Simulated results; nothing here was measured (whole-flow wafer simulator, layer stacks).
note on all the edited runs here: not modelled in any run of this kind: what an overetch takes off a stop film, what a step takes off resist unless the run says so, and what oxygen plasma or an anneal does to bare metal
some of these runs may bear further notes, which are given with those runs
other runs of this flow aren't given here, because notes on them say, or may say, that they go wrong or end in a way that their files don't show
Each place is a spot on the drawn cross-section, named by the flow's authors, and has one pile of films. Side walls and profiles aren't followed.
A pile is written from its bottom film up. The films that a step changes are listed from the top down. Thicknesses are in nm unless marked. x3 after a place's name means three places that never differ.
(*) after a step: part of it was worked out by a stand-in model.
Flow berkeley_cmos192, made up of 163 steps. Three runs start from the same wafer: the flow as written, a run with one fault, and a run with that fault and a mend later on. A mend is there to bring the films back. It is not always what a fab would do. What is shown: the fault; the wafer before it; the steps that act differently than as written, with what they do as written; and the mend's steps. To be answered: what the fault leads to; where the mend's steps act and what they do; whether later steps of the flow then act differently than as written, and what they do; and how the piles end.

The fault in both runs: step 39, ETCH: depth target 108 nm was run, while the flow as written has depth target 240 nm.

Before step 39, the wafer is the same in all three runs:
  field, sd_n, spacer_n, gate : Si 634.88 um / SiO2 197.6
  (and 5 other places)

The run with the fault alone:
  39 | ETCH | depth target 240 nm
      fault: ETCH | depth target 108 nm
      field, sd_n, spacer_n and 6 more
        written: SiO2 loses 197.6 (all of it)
        fault: SiO2 loses 108
  Later steps of the flow acting differently than as written (not shown: 28 more steps that differ only slightly, by at most 2% or 0.5 nm, whichever is larger):
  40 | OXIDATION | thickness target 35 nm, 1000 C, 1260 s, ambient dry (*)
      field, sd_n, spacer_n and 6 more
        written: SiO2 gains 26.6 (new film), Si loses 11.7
        fault: SiO2 gains 12.2, Si loses 5.36
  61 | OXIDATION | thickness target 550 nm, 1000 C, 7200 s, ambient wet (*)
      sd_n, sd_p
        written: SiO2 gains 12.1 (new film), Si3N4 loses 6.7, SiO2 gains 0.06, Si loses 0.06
        fault: SiO2 gains 12.1 (new film), Si3N4 loses 6.7
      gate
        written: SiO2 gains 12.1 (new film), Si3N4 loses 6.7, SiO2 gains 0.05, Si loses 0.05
        fault: SiO2 gains 12.1 (new film), Si3N4 loses 6.7
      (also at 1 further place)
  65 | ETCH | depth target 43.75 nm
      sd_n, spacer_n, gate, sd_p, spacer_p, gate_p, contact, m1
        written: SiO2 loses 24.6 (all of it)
        fault: SiO2 loses 43.7
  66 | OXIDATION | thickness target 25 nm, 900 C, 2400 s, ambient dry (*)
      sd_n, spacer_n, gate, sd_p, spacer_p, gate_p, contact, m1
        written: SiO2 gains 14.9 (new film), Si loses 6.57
        fault: SiO2 gains 7.93, Si loses 3.49
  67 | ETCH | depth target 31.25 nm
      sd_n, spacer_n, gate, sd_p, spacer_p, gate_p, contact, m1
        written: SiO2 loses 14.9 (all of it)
        fault: SiO2 loses 31.2
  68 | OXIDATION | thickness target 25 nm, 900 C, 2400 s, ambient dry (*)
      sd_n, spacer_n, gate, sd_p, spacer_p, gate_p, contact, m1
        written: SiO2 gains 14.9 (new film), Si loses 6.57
        fault: SiO2 gains 7.79, Si loses 3.43
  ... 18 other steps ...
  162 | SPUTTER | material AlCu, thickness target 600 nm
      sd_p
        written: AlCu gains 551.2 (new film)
        fault: AlCu gains 527.5 (new film)
  The piles end different from the flow's at field, spacer_n, gate, sd_p, spacer_p, gate_p by more than 2% or 0.5 nm, whichever is larger.
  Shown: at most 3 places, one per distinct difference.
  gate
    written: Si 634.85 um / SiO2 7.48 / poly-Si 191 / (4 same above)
    fault: Si 634.86 um / SiO2 13.7 / poly-Si 191 / (4 same above)
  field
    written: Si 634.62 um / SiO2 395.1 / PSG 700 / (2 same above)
    fault: Si 634.65 um / SiO2 422.2 / PSG 700 / (2 same above)
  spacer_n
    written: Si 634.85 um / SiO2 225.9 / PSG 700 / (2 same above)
    fault: Si 634.86 um / SiO2 232.2 / PSG 700 / (2 same above)

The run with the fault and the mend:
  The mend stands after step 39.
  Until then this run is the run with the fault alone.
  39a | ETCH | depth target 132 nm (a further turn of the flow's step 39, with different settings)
      field, sd_n, spacer_n and 6 more
        SiO2 loses 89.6 (all of it)
  None of the later steps of the flow acts differently than as written at any place that is followed.
  The piles end the same as the flow's at every place that both follow.
